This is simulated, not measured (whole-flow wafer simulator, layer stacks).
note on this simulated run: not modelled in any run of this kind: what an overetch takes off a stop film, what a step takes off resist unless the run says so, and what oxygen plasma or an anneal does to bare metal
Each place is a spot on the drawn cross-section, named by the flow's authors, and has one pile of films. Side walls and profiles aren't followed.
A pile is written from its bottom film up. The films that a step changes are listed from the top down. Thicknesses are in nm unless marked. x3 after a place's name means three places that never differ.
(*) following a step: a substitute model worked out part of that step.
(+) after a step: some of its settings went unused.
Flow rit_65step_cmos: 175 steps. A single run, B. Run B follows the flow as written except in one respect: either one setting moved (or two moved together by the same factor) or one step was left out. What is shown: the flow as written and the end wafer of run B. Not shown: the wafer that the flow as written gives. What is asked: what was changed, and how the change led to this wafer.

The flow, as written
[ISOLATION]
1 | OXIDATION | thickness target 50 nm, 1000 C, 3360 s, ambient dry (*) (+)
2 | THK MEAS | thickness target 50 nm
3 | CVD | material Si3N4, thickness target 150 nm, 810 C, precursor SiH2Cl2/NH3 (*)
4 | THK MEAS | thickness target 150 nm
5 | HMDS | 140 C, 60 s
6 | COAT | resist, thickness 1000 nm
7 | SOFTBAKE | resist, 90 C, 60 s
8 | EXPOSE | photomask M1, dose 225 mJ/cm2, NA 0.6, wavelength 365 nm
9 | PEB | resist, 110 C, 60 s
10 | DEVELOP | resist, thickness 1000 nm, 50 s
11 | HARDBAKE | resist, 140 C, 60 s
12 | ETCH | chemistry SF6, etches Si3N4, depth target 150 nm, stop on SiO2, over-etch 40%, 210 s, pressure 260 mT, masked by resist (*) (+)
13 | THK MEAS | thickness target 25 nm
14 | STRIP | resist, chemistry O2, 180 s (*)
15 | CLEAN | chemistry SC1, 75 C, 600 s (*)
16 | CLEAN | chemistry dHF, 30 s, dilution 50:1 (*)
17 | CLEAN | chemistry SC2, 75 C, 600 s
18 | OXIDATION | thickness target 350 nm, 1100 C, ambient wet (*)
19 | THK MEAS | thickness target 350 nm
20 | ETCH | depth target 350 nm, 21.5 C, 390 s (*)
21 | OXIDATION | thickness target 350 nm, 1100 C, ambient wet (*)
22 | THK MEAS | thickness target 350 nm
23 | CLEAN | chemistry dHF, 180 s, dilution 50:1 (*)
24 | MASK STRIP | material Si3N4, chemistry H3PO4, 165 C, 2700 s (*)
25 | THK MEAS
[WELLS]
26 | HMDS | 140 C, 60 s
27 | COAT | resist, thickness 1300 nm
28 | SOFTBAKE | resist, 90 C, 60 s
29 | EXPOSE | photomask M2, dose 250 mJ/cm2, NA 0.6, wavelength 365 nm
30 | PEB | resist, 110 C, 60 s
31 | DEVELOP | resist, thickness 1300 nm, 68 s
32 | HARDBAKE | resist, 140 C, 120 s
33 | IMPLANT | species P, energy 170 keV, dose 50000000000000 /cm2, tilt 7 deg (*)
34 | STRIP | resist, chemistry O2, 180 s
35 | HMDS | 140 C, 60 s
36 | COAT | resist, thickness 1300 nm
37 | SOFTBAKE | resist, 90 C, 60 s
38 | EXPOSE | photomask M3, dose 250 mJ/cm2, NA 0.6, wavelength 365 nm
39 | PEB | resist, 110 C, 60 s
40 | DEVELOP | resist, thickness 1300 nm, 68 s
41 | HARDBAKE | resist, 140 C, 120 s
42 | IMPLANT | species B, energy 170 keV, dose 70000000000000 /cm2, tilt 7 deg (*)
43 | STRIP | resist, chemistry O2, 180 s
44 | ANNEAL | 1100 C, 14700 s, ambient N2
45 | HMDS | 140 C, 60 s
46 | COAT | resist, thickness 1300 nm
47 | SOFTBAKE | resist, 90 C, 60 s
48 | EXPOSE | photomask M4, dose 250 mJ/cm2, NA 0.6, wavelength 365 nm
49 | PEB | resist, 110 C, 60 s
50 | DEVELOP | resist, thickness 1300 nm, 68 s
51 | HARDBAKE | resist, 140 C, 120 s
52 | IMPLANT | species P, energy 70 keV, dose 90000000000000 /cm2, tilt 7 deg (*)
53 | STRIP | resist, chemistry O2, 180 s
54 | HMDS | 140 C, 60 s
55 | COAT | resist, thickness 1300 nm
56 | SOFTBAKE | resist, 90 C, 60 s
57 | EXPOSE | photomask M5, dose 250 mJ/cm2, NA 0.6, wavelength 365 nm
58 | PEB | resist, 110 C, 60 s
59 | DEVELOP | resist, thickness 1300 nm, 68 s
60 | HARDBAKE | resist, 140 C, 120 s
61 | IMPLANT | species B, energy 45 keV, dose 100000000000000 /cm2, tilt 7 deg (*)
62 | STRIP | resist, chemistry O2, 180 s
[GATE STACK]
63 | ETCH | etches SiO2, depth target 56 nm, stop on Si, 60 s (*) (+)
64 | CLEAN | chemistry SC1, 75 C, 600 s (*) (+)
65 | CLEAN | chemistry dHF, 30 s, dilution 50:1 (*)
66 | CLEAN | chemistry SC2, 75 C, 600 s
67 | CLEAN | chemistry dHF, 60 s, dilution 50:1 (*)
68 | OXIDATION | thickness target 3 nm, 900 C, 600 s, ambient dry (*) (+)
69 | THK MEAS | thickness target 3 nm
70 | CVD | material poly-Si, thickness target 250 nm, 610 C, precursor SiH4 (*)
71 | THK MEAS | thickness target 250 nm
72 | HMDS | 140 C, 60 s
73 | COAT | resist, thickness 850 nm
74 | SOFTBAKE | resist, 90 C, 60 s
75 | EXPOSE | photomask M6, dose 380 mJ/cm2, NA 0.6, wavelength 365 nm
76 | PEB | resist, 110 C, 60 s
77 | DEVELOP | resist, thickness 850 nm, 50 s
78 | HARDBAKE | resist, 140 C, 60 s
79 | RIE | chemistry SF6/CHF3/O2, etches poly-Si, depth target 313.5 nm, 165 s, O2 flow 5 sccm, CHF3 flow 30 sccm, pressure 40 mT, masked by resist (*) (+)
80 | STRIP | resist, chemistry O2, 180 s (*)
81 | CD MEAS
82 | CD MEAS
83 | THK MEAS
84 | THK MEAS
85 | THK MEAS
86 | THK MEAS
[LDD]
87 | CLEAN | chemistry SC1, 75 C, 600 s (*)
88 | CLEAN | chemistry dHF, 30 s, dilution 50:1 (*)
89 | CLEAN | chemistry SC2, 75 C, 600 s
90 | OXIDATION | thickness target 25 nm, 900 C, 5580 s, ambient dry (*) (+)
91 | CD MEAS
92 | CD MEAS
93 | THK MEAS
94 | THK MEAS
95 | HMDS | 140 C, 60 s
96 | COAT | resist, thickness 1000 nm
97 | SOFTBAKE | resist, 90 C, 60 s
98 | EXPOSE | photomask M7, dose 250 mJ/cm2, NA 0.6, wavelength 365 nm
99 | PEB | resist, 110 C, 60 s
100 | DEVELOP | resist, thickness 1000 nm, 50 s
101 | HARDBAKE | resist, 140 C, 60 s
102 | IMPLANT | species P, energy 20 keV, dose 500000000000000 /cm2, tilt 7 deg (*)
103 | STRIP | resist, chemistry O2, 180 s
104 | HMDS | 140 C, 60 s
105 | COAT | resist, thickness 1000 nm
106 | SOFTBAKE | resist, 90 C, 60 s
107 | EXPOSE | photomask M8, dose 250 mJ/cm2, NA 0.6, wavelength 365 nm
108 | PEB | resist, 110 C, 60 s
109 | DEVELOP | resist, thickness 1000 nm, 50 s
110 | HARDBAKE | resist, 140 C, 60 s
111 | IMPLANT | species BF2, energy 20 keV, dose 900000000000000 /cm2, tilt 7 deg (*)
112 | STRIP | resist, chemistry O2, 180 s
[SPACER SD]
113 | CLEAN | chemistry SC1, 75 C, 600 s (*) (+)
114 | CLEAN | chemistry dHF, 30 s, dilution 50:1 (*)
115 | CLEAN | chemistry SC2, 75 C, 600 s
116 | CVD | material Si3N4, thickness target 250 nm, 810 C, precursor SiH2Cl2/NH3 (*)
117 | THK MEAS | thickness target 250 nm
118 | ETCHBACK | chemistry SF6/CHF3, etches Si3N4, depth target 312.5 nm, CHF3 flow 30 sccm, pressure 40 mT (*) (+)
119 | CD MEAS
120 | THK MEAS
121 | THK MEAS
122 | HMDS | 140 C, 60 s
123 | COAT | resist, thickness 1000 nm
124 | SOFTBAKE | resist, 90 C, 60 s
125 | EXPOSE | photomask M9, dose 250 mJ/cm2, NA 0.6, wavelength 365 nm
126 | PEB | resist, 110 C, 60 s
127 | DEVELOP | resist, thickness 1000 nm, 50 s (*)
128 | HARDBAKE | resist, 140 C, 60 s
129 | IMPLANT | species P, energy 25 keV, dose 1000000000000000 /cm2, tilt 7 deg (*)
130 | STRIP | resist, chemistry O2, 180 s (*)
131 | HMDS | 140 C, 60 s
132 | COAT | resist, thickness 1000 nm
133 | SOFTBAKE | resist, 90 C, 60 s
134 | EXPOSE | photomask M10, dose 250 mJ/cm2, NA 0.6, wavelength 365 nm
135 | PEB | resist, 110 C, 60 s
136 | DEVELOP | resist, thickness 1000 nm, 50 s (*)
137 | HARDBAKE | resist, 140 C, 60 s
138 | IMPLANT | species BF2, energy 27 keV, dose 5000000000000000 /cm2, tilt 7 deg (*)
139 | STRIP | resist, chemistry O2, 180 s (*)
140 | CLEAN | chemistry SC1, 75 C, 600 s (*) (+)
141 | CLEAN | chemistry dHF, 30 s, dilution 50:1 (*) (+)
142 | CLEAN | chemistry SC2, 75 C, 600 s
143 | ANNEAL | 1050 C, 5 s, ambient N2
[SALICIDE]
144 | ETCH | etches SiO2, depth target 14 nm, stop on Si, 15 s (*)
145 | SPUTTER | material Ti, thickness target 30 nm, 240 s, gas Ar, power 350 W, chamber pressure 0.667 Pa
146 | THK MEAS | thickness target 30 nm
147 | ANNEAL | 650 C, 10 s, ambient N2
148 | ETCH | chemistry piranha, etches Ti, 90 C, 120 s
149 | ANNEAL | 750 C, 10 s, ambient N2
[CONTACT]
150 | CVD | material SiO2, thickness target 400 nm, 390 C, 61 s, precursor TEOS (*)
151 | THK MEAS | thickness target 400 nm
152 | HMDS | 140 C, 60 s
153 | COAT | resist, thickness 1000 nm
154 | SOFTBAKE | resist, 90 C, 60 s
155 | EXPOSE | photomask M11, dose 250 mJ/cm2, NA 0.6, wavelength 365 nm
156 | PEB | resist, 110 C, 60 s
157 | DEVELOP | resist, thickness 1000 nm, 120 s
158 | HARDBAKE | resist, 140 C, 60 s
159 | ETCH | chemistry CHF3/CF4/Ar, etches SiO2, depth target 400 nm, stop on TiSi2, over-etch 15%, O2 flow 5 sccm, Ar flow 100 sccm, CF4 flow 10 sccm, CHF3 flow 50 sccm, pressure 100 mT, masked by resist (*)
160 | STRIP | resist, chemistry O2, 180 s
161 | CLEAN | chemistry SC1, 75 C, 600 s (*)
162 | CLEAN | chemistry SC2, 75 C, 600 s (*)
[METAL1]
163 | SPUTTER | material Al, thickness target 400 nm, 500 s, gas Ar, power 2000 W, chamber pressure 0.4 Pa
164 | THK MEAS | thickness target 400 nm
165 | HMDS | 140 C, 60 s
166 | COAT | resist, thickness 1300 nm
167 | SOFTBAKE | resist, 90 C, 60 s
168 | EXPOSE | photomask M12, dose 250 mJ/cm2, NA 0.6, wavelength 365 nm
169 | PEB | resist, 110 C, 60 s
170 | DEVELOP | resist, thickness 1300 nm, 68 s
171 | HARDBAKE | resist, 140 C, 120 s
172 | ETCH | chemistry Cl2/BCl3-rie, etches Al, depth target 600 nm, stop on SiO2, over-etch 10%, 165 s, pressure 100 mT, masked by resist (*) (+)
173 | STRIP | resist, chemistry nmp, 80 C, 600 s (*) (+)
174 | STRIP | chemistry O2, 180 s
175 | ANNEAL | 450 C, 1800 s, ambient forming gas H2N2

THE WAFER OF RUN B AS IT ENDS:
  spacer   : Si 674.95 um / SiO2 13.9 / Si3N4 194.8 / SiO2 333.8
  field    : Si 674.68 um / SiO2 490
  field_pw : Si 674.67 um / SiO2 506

What caused this: step 163, SPUTTER: thickness target 163 nm was run, though the flow has thickness target 400 nm; step 163, SPUTTER: 204 s was run, where the flow has 500 s.

The path from the change to this, step by step:
  163 | SPUTTER | material Al, thickness target 400 nm, 500 s, gas Ar, power 2000 W, chamber pressure 0.4 Pa
      field, field_p, spacer, spacer_p: Al gains 163 (new film) (in the flow as written it would be: Al gains 400 (new film))
      gate_n, gate_p: Al gains 163 (new film) (in the flow as written it would be: Al gains 396 (new film))
      (also at 2 further places)
  172 | ETCH | chemistry Cl2/BCl3-rie, etches Al, depth target 600 nm, stop on SiO2, over-etch 10%, 165 s, pressure 100 mT, masked by resist (*) (+)
      field, field_p, spacer, spacer_p: Al loses 163 (all of it), SiO2 loses 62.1 (in the flow as written it would be: Al loses 400 (all of it), SiO2 loses 32.5)
      gate_n, gate_p: Al loses 163 (all of it), SiO2 loses 62.1 (in the flow as written it would be: Al loses 396 (all of it), SiO2 loses 33)
      (also at 2 further places)
